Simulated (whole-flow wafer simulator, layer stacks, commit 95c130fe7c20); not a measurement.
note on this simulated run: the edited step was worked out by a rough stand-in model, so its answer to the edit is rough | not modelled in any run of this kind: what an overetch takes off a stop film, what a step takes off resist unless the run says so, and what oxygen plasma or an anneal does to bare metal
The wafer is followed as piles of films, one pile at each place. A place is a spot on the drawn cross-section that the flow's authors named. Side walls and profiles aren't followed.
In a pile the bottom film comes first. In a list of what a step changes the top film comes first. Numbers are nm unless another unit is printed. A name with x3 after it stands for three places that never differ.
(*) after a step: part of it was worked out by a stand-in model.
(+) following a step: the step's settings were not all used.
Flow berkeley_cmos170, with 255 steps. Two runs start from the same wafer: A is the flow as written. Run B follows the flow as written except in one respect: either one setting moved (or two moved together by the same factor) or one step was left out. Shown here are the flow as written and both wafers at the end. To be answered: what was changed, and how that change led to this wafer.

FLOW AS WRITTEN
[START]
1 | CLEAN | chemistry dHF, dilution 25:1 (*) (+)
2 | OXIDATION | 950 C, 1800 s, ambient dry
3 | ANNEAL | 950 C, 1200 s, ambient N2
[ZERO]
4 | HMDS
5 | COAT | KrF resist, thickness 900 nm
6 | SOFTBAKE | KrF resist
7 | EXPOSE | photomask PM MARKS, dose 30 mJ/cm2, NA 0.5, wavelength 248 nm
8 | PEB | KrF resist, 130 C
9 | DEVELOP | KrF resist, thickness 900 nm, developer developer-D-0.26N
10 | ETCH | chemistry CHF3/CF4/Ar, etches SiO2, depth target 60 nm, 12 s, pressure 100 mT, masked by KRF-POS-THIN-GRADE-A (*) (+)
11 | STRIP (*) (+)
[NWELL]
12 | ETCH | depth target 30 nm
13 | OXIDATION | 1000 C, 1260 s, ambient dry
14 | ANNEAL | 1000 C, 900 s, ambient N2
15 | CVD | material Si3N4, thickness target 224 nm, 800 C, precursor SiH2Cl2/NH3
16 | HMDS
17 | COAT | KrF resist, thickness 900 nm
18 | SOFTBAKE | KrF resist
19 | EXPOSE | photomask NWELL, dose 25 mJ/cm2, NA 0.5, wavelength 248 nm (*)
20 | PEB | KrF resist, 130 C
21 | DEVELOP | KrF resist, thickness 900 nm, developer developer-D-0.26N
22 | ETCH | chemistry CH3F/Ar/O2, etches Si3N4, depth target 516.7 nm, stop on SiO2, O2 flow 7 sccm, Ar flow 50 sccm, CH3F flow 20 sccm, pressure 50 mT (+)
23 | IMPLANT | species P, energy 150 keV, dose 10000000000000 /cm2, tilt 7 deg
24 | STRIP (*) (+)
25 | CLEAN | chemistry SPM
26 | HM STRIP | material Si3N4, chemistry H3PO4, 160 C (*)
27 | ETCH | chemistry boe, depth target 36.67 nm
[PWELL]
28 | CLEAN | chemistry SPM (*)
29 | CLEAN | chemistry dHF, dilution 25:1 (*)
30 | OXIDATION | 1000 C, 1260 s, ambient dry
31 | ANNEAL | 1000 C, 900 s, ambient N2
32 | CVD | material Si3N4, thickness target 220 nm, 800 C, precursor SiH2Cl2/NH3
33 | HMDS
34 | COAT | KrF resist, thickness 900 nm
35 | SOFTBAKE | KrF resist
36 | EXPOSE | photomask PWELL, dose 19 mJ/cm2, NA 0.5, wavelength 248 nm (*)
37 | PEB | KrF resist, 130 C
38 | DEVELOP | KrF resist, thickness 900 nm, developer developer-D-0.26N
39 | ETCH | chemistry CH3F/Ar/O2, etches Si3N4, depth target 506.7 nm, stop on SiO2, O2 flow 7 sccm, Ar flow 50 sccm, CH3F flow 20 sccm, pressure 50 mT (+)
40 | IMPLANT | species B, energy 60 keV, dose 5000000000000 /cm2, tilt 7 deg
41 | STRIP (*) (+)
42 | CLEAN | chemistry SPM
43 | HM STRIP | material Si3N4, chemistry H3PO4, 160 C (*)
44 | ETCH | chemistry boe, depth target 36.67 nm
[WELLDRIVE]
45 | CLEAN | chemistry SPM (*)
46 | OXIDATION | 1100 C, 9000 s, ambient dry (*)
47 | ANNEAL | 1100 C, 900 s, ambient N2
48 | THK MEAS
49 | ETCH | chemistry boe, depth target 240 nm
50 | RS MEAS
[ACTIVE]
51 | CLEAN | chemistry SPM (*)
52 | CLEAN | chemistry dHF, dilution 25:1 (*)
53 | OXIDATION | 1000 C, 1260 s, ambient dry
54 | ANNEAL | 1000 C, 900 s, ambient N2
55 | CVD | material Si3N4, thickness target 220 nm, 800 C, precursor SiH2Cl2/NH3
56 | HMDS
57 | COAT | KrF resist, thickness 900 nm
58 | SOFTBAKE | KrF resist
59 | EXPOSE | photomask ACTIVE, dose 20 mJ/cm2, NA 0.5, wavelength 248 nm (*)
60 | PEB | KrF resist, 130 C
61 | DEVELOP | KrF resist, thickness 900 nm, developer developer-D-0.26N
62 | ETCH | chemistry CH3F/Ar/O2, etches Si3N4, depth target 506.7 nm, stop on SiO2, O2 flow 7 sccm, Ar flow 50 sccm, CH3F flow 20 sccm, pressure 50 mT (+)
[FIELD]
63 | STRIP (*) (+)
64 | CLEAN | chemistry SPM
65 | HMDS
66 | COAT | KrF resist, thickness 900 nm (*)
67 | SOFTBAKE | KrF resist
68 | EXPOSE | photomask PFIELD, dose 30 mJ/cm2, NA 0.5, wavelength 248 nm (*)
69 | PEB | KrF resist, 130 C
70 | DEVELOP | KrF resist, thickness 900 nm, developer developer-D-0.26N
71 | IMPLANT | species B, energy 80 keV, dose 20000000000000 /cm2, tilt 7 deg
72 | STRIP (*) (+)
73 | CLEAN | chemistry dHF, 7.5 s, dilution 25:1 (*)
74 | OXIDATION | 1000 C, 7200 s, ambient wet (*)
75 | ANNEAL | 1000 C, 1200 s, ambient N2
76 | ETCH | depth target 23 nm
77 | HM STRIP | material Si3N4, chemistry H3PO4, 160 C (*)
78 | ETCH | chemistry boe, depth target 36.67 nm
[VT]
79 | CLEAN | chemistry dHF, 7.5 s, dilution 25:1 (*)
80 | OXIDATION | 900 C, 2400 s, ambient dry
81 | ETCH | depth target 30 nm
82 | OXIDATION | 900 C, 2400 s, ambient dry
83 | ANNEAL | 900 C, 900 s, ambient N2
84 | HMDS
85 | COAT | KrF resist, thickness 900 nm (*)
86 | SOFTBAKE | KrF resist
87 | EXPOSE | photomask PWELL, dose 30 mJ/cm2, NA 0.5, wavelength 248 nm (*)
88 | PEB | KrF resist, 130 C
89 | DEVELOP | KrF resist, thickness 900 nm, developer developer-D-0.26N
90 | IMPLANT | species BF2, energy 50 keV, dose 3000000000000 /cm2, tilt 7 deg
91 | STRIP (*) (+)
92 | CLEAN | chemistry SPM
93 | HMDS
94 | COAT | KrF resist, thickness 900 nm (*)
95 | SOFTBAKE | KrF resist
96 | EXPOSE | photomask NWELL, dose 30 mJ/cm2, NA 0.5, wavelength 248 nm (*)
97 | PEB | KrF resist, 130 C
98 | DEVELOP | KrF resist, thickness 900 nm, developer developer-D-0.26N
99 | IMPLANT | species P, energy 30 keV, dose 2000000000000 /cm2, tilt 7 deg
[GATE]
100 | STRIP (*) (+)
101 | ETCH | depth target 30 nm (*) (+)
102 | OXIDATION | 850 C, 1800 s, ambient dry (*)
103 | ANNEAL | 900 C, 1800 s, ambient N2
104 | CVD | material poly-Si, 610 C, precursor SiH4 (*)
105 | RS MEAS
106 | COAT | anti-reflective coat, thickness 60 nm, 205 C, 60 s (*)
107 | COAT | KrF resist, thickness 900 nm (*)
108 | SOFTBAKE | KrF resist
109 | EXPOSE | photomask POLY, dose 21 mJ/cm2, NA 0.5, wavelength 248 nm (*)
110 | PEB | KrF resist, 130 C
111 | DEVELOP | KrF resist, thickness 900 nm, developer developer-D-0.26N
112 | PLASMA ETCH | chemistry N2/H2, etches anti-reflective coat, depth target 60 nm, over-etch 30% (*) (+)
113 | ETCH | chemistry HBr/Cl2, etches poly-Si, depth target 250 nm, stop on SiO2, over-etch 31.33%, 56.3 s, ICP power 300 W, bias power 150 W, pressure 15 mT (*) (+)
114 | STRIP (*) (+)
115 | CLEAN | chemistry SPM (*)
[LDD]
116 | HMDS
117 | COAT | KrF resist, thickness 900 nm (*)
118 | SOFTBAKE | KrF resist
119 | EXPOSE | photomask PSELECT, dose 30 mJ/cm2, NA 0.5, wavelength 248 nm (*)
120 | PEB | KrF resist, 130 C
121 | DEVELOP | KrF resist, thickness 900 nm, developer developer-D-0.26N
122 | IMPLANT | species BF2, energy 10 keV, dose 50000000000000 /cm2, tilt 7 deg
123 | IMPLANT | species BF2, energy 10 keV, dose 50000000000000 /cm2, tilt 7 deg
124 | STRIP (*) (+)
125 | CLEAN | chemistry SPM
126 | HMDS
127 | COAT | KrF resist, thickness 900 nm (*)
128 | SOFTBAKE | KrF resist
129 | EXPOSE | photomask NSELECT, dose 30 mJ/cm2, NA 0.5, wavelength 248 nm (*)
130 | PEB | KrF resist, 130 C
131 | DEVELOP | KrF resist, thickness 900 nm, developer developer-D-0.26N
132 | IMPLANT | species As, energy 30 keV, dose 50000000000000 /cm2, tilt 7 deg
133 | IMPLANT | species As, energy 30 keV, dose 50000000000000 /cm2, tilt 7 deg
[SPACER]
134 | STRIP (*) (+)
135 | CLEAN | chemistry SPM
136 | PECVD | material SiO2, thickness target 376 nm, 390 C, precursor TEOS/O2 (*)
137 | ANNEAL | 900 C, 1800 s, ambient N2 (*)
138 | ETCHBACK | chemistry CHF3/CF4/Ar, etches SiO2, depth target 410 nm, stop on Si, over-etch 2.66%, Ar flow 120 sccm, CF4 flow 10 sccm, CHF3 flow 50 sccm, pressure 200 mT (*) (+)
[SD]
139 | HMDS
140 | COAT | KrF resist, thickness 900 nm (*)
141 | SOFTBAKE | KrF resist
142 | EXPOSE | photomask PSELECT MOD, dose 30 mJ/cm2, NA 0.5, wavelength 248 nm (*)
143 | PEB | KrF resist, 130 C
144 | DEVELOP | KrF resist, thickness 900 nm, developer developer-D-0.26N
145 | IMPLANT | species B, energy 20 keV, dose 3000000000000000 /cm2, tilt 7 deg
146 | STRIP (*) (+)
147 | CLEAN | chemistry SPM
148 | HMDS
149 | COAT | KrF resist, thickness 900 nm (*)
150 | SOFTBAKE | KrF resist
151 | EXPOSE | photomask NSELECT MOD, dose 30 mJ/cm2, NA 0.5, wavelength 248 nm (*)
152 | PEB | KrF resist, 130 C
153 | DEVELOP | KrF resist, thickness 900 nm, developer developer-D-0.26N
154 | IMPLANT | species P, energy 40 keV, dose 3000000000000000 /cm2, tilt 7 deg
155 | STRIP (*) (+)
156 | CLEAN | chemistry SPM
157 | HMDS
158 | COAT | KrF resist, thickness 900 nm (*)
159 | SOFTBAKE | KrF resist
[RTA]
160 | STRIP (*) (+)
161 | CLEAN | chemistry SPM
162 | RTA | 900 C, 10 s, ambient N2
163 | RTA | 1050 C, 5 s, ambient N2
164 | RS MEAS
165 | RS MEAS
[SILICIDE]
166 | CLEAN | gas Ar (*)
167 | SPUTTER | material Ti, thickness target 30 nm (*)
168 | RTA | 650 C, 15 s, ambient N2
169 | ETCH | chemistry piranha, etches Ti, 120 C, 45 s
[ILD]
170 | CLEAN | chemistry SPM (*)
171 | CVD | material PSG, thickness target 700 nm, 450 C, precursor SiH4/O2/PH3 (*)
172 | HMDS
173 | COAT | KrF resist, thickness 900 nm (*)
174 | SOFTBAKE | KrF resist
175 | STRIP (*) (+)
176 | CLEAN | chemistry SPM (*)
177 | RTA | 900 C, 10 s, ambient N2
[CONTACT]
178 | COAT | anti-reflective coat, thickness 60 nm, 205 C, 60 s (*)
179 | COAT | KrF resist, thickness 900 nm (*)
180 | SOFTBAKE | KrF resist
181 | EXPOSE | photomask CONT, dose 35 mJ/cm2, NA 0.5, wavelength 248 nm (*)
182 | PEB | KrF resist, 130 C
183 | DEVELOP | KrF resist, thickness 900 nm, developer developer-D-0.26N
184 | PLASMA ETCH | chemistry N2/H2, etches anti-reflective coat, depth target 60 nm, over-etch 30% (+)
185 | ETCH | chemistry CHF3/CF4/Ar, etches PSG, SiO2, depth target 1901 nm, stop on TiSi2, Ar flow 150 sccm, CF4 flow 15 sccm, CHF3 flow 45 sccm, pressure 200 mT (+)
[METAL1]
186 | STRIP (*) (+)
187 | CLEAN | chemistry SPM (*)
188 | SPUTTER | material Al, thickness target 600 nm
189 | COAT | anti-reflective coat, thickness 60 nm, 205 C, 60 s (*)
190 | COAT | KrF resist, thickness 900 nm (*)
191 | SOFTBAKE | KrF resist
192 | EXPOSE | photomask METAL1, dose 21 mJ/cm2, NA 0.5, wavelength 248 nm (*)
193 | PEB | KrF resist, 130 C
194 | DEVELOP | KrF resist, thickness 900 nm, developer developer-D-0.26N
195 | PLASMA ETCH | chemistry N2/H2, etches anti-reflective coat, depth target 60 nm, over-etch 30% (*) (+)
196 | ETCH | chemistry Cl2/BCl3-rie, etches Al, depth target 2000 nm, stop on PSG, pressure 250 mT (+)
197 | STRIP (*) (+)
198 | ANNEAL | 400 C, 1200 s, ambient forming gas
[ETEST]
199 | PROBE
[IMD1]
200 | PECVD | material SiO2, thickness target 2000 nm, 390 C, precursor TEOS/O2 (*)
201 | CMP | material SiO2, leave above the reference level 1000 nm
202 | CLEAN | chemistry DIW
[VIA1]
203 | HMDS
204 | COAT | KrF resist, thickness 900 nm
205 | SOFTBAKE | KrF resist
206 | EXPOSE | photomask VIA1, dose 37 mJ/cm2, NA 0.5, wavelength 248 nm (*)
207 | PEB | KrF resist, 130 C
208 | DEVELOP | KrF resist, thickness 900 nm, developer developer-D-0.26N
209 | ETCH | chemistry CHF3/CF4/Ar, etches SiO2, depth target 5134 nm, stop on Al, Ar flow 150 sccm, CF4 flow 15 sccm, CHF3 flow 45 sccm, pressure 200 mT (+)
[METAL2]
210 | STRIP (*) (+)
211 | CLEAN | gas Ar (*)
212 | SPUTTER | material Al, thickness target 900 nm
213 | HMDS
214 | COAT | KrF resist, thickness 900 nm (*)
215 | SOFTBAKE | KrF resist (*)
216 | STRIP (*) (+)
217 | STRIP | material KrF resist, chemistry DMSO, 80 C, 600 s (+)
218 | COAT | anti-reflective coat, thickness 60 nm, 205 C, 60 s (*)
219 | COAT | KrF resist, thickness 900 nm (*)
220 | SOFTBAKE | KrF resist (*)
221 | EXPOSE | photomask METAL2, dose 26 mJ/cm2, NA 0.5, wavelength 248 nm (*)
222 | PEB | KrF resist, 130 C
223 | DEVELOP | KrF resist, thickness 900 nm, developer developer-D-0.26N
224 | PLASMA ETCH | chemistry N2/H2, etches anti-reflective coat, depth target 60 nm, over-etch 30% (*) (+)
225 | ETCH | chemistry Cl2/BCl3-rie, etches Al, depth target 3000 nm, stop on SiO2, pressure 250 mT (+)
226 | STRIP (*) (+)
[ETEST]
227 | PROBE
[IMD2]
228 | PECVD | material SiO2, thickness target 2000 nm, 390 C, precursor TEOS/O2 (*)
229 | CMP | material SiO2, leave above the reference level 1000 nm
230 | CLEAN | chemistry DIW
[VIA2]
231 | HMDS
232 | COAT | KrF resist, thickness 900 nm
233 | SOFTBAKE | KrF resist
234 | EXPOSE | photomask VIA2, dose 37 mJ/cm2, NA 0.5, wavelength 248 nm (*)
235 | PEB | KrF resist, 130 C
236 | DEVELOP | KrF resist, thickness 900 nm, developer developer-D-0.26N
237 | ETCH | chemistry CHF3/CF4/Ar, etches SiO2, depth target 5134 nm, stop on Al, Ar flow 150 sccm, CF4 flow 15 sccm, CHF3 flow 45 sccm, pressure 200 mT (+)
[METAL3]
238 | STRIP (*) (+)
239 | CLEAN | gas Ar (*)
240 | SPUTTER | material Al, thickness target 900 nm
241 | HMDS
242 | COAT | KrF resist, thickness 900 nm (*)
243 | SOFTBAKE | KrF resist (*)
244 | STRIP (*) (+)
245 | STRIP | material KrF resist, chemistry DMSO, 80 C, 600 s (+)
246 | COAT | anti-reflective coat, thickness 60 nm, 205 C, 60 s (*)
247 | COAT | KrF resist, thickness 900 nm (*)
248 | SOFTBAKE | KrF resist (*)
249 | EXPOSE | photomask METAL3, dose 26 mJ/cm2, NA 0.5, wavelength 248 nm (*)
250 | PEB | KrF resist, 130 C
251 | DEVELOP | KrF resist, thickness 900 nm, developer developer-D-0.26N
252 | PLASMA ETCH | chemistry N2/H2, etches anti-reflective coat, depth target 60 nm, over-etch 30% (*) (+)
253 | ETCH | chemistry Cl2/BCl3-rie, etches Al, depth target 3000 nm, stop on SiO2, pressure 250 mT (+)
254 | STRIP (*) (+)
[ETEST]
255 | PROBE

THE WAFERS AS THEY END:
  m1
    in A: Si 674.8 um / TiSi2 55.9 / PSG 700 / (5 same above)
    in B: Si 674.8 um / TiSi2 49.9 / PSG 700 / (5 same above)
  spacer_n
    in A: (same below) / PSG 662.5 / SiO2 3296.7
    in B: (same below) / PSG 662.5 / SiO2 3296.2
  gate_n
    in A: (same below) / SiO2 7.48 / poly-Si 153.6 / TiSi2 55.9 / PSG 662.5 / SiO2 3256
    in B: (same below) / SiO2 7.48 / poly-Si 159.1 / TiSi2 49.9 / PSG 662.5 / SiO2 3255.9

Cause: step 167, SPUTTER: thickness target 27 nm was run, though the flow has thickness target 30 nm.

Step by step, how the change led to this:
  167 | SPUTTER | material Ti, thickness target 30 nm (*)
      field, sd_n, spacer_n and 9 more: A Ti gains 30 (new film) | B Ti gains 27 (new film)
  168 | RTA | 650 C, 15 s, ambient N2
      sd_n, sd_p, contact, m1, via1, m2, via2: A Ti loses 23.4, TiSi first gains 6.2 (new film), TiSi2 C49 gains 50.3 (new film), Si loses 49 | B Ti loses 21.1, TiSi first gains 0.4 (new film), TiSi2 C49 gains 53 (new film), Si loses 47.5
      gate_n, gate_p: A Ti loses 23.4, TiSi first gains 6.2 (new film), TiSi2 C49 gains 50.3 (new film), poly-Si loses 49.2 | B Ti loses 21.1, TiSi first gains 0.4 (new film), TiSi2 C49 gains 53 (new film), poly-Si loses 47.7
  169 | ETCH | chemistry piranha, etches Ti, 120 C, 45 s
      sd_n, gate_n, sd_p and 6 more: A Ti loses 6.6 (all of it), TiSi first loses 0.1 | B Ti loses 5.94 (all of it), TiSi first loses 0.4 (all of it)
      field, spacer_n, spacer_p: A Ti loses 30 (all of it) | B Ti loses 27 (all of it)
  177 | RTA | 900 C, 10 s, ambient N2
      sd_n, sd_p, contact, m1, via1, m2, via2: A under 1 film: TiSi2 gains 55.9 (new film), TiSi first loses 6.09 (all of it), TiSi2 C49 loses 50.3 (all of it), Si loses 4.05 | B under 1 film: TiSi2 gains 49.9 (new film), TiSi2 C49 loses 53 (all of it)
      gate_n, gate_p: A under 1 film: TiSi2 gains 55.9 (new film), TiSi first loses 6.09 (all of it), TiSi2 C49 loses 50.3 (all of it), poly-Si loses 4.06 | B under 1 film: TiSi2 gains 49.9 (new film), TiSi2 C49 loses 53 (all of it)
